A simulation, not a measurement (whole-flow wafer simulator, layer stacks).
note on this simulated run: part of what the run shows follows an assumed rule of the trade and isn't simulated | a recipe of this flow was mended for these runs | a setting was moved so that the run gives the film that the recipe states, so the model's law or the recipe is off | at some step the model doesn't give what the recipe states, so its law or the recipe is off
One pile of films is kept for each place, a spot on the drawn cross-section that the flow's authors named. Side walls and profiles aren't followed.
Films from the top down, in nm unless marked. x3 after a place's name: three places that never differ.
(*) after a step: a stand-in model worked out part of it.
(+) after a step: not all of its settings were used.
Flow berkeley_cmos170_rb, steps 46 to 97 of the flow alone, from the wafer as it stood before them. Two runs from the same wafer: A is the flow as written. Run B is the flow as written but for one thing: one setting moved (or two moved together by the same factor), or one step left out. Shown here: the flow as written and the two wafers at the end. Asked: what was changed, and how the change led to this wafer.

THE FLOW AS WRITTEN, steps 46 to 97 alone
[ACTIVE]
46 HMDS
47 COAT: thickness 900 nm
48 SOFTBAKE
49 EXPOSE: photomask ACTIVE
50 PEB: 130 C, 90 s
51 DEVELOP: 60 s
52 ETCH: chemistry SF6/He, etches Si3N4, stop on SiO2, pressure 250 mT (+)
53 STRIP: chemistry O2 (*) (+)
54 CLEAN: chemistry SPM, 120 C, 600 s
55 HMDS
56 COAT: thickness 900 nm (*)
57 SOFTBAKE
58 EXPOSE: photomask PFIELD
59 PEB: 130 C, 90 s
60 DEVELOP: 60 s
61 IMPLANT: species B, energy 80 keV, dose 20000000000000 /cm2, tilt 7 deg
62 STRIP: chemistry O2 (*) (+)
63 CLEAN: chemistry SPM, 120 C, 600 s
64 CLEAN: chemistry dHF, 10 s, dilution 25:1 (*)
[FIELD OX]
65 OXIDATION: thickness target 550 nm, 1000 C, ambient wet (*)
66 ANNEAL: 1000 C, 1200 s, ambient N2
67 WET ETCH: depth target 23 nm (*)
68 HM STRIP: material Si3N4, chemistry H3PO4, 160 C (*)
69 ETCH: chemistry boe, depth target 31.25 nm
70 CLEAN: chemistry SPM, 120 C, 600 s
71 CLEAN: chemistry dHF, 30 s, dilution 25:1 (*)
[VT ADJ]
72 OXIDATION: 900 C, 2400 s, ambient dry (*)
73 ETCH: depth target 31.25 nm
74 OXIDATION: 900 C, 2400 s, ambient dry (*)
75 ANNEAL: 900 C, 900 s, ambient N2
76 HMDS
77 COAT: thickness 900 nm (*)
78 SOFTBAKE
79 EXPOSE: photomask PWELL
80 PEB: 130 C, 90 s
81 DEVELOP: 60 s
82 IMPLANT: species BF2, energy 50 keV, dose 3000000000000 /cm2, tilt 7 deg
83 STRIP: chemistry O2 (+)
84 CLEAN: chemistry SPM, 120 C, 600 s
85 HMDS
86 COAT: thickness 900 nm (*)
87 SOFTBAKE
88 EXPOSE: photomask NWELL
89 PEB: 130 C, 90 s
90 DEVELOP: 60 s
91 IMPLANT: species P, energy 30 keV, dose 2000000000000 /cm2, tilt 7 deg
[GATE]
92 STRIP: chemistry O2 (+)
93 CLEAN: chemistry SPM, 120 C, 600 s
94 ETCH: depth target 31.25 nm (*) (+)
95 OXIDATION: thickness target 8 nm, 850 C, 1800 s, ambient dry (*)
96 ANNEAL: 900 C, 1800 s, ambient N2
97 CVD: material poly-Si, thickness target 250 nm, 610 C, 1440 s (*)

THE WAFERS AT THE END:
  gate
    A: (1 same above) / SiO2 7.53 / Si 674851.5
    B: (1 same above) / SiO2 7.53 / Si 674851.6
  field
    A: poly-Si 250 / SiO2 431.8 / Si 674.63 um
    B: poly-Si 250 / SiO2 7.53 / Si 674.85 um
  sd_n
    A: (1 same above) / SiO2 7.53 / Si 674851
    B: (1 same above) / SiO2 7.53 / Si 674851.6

The cause: step 52, ETCH: chemistry SF6/He, etches Si3N4, stop on SiO2, pressure 250 mT (+), was left out.

How the change led to this, step by step:
  53 STRIP: chemistry O2 (*) (+)
      sd_n, spacer_n, gate, sd_p, spacer_p, gate_p, contact, m1: A KrF-resist -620 (all of it) | B KrF-resist -883.1 (all of it)
  56 COAT: thickness 900 nm (*)
      field: A KrF-resist +962.5 (new film) | B KrF-resist +900 (new film)
      sd_n: A KrF-resist +782.7 (new film) | B KrF-resist +900 (new film)
      (and at 7 more places)
  60 DEVELOP: 60 s
      field: A KrF-resist -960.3 (all of it) | B KrF-resist -898 (all of it)
  62 STRIP: chemistry O2 (*) (+)
      sd_n: A KrF-resist -766.1 (all of it) | B KrF-resist -883.1 (all of it)
      spacer_n: A KrF-resist -799.5 (all of it) | B KrF-resist -883.1 (all of it)
      (and at 6 more places)
  64 CLEAN: chemistry dHF, 10 s, dilution 25:1 (*)
      field: A SiO2 -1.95 | B Si3N4 -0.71
  65 OXIDATION: thickness target 550 nm, 1000 C, ambient wet (*)
      field: A SiO2 +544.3, Si -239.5 | B SiO2 +12.1 (new film), Si3N4 -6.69
      sd_n: A SiO2 +12.1 (new film), Si3N4 -6.69, SiO2 +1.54, Si -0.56 | B SiO2 +12.1 (new film), Si3N4 -6.69
      (and at 2 more places)
  67 WET ETCH: depth target 23 nm (*)
      field: A SiO2 -23 | B SiO2 -12.1 (all of it), Si3N4 -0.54
  68 HM STRIP: material Si3N4, chemistry H3PO4, 160 C (*)
      field: A SiO2 -9.95 | B Si3N4 -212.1 (all of it), SiO2 -3.31
  69 ETCH: chemistry boe, depth target 31.25 nm
      field: A SiO2 -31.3 | B SiO2 -23.2 (all of it)
      sd_n: A SiO2 -24.8 (all of it) | B SiO2 -23.2 (all of it)
  70 CLEAN: chemistry SPM, 120 C, 600 s
      field: A nothing | B chemical SiO2 +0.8 (new film), Si -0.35
  71 CLEAN: chemistry dHF, 30 s, dilution 25:1 (*)
      field: A SiO2 -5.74 | B chemical SiO2 -0.8 (all of it)
  72 OXIDATION: 900 C, 2400 s, ambient dry (*)
      field: A SiO2 +1.61, Si -0.71 | B SiO2 +15 (new film), Si -6.62
  73 ETCH: depth target 31.25 nm
      field: A SiO2 -31.2 | B SiO2 -15 (all of it)
  74 OXIDATION: 900 C, 2400 s, ambient dry (*)
      field: A SiO2 +1.69, Si -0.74 | B SiO2 +15 (new film), Si -6.62
  77 COAT: thickness 900 nm (*)
      field: A KrF-resist +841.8 (new film) | B KrF-resist +900 (new film)
      sd_n: A KrF-resist +1014.8 (new film) | B KrF-resist +900 (new film)
      (and at 7 more places)
  81 DEVELOP: 60 s
      spacer_n, gate: A KrF-resist -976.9 (all of it) | B KrF-resist -898 (all of it)
      field: A KrF-resist -839.9 (all of it) | B KrF-resist -898 (all of it)
      (and at 3 more places)
  ... 5 more steps ...
  95 OXIDATION: thickness target 8 nm, 850 C, 1800 s, ambient dry (*)
      field: A SiO2 +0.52, Si -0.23 | B SiO2 +7.53 (new film), Si -3.31
